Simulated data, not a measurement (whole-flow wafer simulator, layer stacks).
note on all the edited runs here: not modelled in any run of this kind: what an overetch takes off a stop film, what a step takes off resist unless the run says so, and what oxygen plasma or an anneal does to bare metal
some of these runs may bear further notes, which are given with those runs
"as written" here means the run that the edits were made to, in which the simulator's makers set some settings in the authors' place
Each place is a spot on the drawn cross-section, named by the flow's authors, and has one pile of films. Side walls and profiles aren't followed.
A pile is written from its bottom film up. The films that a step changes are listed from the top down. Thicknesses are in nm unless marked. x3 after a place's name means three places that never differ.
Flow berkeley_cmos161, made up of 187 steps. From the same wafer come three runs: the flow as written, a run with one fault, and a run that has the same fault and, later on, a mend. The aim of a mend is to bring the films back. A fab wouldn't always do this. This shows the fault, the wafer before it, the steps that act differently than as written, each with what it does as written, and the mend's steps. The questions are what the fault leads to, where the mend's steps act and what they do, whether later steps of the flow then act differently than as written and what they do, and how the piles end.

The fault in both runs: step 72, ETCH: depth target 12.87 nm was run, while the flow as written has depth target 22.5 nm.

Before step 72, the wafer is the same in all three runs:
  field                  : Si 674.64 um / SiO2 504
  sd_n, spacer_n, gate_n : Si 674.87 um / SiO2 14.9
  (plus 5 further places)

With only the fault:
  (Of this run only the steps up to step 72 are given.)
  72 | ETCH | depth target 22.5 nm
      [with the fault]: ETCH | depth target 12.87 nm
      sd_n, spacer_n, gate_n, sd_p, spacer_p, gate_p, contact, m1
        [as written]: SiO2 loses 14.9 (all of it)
        [with the fault]: SiO2 loses 12.9
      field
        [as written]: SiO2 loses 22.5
        [with the fault]: SiO2 loses 12.9
  The piles after step 72 differ from the flow's at sd_n, spacer_n, gate_n, sd_p, spacer_p, gate_p, contact, m1 by more than 2% or 0.5 nm, whichever is larger.
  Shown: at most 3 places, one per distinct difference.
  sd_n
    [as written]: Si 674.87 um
    [with the fault]: Si 674.87 um / SiO2 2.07

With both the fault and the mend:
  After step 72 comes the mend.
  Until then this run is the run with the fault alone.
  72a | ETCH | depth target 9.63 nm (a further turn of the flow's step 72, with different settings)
      sd_n, spacer_n, gate_n, sd_p, spacer_p, gate_p, contact, m1
        SiO2 loses 2.07 (all of it)
      field
        SiO2 loses 9.63
  Later steps of the flow that are run all act as written at every place that is followed.
  The piles end the same as the flow's at every place that both follow.
